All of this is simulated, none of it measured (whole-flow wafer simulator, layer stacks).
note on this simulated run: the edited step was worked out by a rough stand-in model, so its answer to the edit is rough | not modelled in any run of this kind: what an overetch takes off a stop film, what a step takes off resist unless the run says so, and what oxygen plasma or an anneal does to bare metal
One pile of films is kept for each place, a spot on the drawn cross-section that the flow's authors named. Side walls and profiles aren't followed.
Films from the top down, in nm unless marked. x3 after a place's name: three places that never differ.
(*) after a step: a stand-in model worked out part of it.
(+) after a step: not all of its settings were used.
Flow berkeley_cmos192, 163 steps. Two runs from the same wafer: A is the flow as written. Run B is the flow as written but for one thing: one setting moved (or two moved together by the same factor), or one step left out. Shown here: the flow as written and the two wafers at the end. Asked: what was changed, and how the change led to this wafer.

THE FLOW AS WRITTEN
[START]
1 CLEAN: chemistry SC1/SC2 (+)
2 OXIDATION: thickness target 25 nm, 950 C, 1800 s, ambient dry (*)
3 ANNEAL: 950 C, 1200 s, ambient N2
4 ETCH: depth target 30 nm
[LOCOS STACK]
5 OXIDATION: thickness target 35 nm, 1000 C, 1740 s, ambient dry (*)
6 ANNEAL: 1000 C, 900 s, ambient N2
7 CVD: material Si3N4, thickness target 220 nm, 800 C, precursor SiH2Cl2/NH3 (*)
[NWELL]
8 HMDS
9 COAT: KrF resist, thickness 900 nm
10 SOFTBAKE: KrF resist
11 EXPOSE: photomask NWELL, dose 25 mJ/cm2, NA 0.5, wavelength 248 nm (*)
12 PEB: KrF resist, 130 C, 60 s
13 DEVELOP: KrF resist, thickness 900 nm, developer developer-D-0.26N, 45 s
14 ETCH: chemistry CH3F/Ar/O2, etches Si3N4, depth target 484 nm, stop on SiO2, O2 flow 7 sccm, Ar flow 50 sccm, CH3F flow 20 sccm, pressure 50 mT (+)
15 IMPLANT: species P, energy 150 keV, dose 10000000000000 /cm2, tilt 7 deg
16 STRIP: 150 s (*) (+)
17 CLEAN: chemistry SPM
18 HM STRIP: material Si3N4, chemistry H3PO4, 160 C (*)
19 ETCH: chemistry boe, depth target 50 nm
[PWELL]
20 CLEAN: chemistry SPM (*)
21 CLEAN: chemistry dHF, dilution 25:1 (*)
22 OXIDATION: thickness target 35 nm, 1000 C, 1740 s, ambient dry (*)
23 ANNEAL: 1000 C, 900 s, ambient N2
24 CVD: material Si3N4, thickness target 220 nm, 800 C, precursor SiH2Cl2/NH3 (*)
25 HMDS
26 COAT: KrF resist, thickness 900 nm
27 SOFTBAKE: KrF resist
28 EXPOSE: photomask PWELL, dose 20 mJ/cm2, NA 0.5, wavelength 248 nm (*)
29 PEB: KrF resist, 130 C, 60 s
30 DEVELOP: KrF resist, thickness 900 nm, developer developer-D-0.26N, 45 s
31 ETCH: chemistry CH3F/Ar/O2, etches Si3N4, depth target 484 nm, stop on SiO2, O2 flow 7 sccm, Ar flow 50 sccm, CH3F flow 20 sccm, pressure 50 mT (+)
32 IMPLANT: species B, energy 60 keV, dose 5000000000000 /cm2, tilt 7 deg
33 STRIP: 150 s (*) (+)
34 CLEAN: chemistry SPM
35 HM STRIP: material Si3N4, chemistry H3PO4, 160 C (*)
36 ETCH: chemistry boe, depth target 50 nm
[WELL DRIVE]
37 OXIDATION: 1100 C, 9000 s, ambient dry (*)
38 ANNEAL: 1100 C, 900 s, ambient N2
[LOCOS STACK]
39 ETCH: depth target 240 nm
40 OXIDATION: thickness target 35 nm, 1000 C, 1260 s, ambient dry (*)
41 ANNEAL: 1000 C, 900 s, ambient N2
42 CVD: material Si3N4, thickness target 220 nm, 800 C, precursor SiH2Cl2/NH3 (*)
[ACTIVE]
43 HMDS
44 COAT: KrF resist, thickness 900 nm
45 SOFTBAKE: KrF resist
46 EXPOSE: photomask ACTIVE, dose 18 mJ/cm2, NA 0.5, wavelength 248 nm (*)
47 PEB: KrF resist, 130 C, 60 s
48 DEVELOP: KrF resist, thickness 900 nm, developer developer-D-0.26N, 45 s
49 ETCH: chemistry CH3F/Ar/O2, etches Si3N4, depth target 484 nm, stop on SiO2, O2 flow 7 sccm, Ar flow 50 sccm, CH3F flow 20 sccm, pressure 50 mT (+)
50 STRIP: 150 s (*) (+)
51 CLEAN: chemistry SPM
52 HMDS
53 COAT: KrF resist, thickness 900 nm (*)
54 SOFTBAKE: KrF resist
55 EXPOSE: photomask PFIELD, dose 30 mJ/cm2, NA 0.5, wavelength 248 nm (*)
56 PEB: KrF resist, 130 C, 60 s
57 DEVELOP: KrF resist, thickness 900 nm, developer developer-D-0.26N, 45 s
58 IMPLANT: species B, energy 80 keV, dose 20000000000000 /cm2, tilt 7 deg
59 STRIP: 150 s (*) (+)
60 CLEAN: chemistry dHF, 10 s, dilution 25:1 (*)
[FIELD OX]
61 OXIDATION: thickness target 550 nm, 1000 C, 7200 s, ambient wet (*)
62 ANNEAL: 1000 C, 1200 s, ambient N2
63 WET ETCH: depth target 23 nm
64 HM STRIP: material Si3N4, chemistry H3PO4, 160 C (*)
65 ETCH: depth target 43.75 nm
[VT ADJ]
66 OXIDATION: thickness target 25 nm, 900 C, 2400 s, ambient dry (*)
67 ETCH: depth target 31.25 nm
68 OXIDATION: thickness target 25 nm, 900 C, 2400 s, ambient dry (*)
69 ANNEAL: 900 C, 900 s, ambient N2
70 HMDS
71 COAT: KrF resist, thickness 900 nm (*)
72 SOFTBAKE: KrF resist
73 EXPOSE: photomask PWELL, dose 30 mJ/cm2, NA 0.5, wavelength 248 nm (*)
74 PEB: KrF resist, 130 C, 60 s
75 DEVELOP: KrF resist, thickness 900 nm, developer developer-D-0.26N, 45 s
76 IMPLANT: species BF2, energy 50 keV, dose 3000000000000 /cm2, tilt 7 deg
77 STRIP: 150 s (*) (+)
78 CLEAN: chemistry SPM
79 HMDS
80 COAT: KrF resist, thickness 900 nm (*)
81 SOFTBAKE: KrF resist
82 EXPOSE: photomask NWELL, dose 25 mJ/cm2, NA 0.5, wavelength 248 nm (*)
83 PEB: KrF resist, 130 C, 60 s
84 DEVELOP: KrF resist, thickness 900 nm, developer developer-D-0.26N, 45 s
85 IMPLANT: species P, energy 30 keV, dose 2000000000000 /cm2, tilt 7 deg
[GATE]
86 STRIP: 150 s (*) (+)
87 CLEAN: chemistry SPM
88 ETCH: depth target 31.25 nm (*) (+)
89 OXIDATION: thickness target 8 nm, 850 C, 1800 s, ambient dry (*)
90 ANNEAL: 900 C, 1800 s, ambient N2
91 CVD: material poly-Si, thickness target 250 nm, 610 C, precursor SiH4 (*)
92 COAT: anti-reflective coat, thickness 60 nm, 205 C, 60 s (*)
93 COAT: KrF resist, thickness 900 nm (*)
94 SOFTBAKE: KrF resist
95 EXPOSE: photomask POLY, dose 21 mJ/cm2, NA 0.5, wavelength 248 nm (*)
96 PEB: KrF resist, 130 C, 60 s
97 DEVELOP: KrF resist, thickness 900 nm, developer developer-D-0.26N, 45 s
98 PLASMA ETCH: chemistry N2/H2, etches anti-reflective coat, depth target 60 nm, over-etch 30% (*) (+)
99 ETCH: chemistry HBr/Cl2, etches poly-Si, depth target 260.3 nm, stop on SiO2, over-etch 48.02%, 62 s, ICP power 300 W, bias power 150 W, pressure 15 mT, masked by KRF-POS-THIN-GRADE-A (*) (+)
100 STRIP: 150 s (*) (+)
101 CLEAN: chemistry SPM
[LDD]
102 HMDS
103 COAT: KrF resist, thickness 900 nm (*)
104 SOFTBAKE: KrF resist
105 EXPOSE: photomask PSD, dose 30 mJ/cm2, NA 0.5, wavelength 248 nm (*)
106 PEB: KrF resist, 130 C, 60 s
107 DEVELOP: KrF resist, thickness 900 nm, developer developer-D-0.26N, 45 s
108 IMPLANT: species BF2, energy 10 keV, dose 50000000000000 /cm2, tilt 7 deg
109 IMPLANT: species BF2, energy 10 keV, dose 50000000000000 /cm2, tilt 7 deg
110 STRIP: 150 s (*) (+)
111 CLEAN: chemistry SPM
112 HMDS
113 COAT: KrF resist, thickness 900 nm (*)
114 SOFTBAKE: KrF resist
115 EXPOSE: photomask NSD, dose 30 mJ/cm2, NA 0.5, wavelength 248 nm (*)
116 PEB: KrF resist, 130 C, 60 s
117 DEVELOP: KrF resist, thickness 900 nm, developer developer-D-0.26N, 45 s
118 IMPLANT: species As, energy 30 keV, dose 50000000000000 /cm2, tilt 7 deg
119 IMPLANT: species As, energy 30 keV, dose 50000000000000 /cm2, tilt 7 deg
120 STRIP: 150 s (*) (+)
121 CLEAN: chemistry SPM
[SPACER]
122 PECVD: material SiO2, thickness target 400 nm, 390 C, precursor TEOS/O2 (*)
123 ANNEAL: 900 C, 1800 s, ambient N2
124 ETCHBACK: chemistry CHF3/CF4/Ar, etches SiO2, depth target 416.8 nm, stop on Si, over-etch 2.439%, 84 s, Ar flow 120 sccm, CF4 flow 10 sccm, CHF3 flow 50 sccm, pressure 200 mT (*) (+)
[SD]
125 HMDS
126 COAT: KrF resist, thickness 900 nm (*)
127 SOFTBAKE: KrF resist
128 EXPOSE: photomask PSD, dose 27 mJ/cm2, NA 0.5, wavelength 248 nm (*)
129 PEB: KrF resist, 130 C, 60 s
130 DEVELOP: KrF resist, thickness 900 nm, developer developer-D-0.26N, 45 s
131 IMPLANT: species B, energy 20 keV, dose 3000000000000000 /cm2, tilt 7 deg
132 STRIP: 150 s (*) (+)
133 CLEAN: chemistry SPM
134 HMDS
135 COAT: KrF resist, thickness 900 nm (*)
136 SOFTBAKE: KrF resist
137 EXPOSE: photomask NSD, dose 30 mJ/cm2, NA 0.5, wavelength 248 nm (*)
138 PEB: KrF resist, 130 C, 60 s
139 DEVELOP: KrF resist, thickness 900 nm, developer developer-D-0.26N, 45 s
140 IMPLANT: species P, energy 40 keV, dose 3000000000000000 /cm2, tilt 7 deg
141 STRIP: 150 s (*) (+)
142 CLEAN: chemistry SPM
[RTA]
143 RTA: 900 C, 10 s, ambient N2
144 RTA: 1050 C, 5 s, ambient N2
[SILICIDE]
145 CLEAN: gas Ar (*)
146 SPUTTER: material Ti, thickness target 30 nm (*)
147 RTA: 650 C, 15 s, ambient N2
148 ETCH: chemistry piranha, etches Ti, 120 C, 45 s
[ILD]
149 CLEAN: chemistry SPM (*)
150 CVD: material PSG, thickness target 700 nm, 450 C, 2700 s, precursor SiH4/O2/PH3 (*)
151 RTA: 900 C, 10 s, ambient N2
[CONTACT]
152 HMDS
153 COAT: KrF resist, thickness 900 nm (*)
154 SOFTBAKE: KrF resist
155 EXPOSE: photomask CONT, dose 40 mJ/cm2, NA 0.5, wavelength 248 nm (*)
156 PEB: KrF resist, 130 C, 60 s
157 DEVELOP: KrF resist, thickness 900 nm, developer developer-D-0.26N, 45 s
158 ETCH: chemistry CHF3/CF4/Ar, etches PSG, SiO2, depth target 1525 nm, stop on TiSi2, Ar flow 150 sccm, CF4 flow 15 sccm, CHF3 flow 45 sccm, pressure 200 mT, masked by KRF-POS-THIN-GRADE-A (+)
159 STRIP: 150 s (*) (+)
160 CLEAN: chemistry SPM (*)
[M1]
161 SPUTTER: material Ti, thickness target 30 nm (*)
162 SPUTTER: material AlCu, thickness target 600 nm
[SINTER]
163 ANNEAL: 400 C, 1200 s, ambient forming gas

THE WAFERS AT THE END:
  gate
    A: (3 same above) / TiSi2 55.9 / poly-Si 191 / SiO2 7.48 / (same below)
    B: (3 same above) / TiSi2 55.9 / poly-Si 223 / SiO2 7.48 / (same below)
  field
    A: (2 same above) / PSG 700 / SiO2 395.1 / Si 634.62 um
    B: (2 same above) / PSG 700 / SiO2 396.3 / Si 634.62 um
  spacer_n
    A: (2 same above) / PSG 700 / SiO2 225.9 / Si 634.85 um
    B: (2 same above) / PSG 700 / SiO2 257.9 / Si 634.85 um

The cause: step 91, CVD: thickness target 282 nm was run, where the flow has thickness target 250 nm.

How the change led to this, step by step:
  91 CVD: material poly-Si, thickness target 250 nm, 610 C, precursor SiH4 (*)
      field, sd_n, spacer_n and 6 more: A poly-Si +250 (new film) | B poly-Si +282 (new film)
  99 ETCH: chemistry HBr/Cl2, etches poly-Si, depth target 260.3 nm, stop on SiO2, over-etch 48.02%, 62 s, ICP power 300 W, bias power 150 W, pressure 15 mT, masked by KRF-POS-THIN-GRADE-A (*) (+)
      spacer_n, spacer_p: A poly-Si -245.8 (all of it), SiO2 -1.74 | B poly-Si -277.7 (all of it), SiO2 -0.54
      field: A poly-Si -245.8 (all of it), SiO2 -1.74 | B poly-Si -277.8 (all of it), SiO2 -0.54
      (and at 4 more places)
  103 COAT: KrF resist, thickness 900 nm (*)
      gate: A KrF resist +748 (new film) | B KrF resist +721.4 (new film)
      gate_p: A KrF resist +744.1 (new film) | B KrF resist +717.5 (new film)
  107 DEVELOP: KrF resist, thickness 900 nm, developer developer-D-0.26N, 45 s
      gate_p: A KrF resist -742.9 (all of it) | B KrF resist -716.4 (all of it)
  110 STRIP: 150 s (*) (+)
      gate: A KrF resist -732.7 (all of it), chemical SiO2 +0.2, poly-Si -0.09 | B KrF resist -706.1 (all of it), chemical SiO2 +0.2, poly-Si -0.09
  113 COAT: KrF resist, thickness 900 nm (*)
      gate: A KrF resist +747.9 (new film) | B KrF resist +721.4 (new film)
      gate_p: A KrF resist +743.9 (new film) | B KrF resist +717.4 (new film)
  117 DEVELOP: KrF resist, thickness 900 nm, developer developer-D-0.26N, 45 s
      gate: A KrF resist -746.8 (all of it) | B KrF resist -720.3 (all of it)
  120 STRIP: 150 s (*) (+)
      gate_p: A KrF resist -728.6 (all of it), chemical SiO2 +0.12, poly-Si -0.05 | B KrF resist -702.1 (all of it), chemical SiO2 +0.12, poly-Si -0.05
  124 ETCHBACK: chemistry CHF3/CF4/Ar, etches SiO2, depth target 416.8 nm, stop on Si, over-etch 2.439%, 84 s, Ar flow 120 sccm, CF4 flow 10 sccm, CHF3 flow 50 sccm, pressure 200 mT (*) (+)
      spacer_n: A SiO2 -160 | B SiO2 -129.2
      spacer_p: A SiO2 -159.9 | B SiO2 -129.1
  126 COAT: KrF resist, thickness 900 nm (*)
      spacer_n: A KrF resist +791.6 (new film) | B KrF resist +768.2 (new film)
      gate: A KrF resist +771.5 (new film) | B KrF resist +748.7 (new film)
      (and at 2 more places)
  130 DEVELOP: KrF resist, thickness 900 nm, developer developer-D-0.26N, 45 s
      spacer_p: A KrF resist -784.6 (all of it) | B KrF resist -761.3 (all of it)
      gate_p: A KrF resist -764.3 (all of it) | B KrF resist -741.6 (all of it)
  132 STRIP: 150 s (*) (+)
      spacer_n: A KrF resist -776.1 (all of it) | B KrF resist -752.8 (all of it)
      gate: A chemical SiO2 +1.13 (new film), KrF resist -756.1 (all of it), poly-Si -0.5 | B chemical SiO2 +1.13 (new film), KrF resist -733.3 (all of it), poly-Si -0.5
  135 COAT: KrF resist, thickness 900 nm (*)
      spacer_n: A KrF resist +791.1 (new film) | B KrF resist +768.5 (new film)
      gate: A KrF resist +770.3 (new film) | B KrF resist +748.3 (new film)
      (and at 2 more places)
  139 DEVELOP: KrF resist, thickness 900 nm, developer developer-D-0.26N, 45 s
      spacer_n: A KrF resist -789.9 (all of it) | B KrF resist -767.3 (all of it)
      gate: A KrF resist -769.1 (all of it) | B KrF resist -747.1 (all of it)
  141 STRIP: 150 s (*) (+)
      spacer_p: A KrF resist -770.2 (all of it) | B KrF resist -747.5 (all of it)
      gate_p: A KrF resist -749.1 (all of it), chemical SiO2 +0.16 | B KrF resist -727 (all of it), chemical SiO2 +0.16
  153 COAT: KrF resist, thickness 900 nm (*)
      spacer_n: A KrF resist +829.8 (new film) | B KrF resist +812.5 (new film)
      spacer_p: A KrF resist +815.2 (new film) | B KrF resist +798.5 (new film)
  159 STRIP: 150 s (*) (+)
      spacer_n: A KrF resist -620.3 (all of it) | B KrF resist -603 (all of it)
      gate: A KrF resist -600.1 (all of it) | B KrF resist -584.8 (all of it)
      (and at 2 more places)
